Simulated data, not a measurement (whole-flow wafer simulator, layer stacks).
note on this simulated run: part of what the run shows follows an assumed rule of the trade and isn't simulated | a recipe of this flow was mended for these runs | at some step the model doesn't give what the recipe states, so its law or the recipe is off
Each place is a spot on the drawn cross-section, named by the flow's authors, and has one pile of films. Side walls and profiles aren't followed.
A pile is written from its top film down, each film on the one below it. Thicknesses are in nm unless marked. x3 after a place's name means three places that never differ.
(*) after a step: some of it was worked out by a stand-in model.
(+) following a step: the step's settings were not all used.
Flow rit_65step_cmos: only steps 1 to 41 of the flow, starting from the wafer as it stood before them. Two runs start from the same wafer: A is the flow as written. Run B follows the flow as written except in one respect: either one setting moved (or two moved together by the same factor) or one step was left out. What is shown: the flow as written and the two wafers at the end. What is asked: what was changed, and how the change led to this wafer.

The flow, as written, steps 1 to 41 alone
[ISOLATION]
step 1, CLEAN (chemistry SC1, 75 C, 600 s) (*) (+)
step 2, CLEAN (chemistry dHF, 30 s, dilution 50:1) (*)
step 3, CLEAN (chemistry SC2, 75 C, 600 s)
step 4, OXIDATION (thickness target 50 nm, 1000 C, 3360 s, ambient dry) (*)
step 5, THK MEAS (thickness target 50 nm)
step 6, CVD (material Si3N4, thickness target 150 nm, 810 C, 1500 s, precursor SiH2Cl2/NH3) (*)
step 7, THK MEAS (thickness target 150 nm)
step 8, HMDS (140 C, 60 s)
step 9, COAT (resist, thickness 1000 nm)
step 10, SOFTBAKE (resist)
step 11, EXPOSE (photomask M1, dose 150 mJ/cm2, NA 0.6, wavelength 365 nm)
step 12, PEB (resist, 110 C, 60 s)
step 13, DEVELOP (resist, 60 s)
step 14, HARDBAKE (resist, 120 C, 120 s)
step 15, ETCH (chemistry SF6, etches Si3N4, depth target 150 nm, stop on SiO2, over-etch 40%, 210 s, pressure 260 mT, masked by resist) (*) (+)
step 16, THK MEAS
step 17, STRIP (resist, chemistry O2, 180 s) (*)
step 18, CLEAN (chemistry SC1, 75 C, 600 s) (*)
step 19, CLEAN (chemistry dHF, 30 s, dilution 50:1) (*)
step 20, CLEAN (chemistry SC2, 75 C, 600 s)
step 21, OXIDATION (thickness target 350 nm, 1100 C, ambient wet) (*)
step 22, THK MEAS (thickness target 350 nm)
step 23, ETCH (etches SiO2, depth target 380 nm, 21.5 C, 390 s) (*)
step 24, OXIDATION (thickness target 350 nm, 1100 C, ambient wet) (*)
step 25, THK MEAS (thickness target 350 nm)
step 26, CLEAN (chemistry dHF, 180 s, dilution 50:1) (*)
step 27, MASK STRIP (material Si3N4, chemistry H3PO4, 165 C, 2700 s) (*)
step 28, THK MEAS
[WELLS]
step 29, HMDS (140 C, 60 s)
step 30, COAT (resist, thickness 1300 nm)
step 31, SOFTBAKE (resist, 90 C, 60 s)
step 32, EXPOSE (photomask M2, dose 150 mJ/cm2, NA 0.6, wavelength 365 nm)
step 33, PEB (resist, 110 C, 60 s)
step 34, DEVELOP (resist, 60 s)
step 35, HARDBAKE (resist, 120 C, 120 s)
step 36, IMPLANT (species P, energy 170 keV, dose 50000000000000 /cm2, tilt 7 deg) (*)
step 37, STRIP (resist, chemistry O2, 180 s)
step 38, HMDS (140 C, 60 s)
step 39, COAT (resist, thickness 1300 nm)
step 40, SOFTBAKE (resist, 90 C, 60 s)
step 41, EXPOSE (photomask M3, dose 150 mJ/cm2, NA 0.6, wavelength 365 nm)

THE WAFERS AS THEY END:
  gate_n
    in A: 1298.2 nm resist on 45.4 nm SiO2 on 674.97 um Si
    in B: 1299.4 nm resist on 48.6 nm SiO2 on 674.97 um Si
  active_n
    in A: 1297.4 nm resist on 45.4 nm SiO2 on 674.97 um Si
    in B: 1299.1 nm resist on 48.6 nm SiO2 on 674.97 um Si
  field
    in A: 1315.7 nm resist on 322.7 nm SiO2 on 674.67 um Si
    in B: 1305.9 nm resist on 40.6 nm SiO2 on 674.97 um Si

The reason: step 6, CVD: thickness target 232 nm was run, whereas the flow has thickness target 150 nm; step 6, CVD: 2325 s was run, where the flow has 1500 s.

Step by step, how the change led to this:
  step 6, CVD (material Si3N4, thickness target 150 nm, 810 C, 1500 s, precursor SiH2Cl2/NH3) (*)
      field, field_pw, field_nw and 11 more: A Si3N4 gains 150 (new film) | B Si3N4 gains 232 (new film)
  step 15, ETCH (chemistry SF6, etches Si3N4, depth target 150 nm, stop on SiO2, over-etch 40%, 210 s, pressure 260 mT, masked by resist) (*) (+)
      field, field_pw, field_nw, field_p: A Si3N4 loses 150 (all of it), SiO2 loses 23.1 | B Si3N4 loses 210
  step 18, CLEAN (chemistry SC1, 75 C, 600 s) (*)
      field, field_pw, field_nw, field_p: A SiO2 loses 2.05 | B Si3N4 loses 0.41
  step 19, CLEAN (chemistry dHF, 30 s, dilution 50:1) (*)
      field, field_pw, field_nw, field_p: A SiO2 loses 2.78 | B Si3N4 loses 0.43
  step 21, OXIDATION (thickness target 350 nm, 1100 C, ambient wet) (*)
      gate_n, gate_p, spacer, spacer_p, sd_n, sd_p, contact, m1: A SiO2 gains 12 (new film), Si3N4 loses 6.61, SiO2 gains 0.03 | B SiO2 gains 12 (new film), Si3N4 loses 6.61
      field, field_p: A SiO2 gains 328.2, Si loses 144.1 | B SiO2 gains 12 (new film), Si3N4 loses 6.61
      (also at 2 further places)
  step 23, ETCH (etches SiO2, depth target 380 nm, 21.5 C, 390 s) (*)
      field, field_p: A SiO2 loses 351.3 (all of it), Si loses 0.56 | B SiO2 loses 12 (all of it), Si3N4 loses 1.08
      field_pw, field_nw: A SiO2 loses 355.4 (all of it), Si loses 0.49 | B SiO2 loses 12 (all of it), Si3N4 loses 1.08
      (also at 10 further places)
  step 24, OXIDATION (thickness target 350 nm, 1100 C, ambient wet) (*)
      field, field_pw, field_nw, field_p: A SiO2 gains 350 (new film), Si loses 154 | B SiO2 gains 12 (new film), Si3N4 loses 6.61
  step 26, CLEAN (chemistry dHF, 180 s, dilution 50:1) (*)
      field, field_pw, field_nw, field_p: A SiO2 loses 16.7 | B SiO2 loses 12 (all of it), Si3N4 loses 0.44
  step 27, MASK STRIP (material Si3N4, chemistry H3PO4, 165 C, 2700 s) (*)
      field, field_pw, field_nw, field_p: A SiO2 loses 10.7 | B Si3N4 loses 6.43 (all of it), SiO2 loses 10.4
      active_n, active_p, gate_n and 7 more: A Si3N4 loses 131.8 (all of it), SiO2 loses 5.64 | B Si3N4 loses 216.4 (all of it), SiO2 loses 2.41
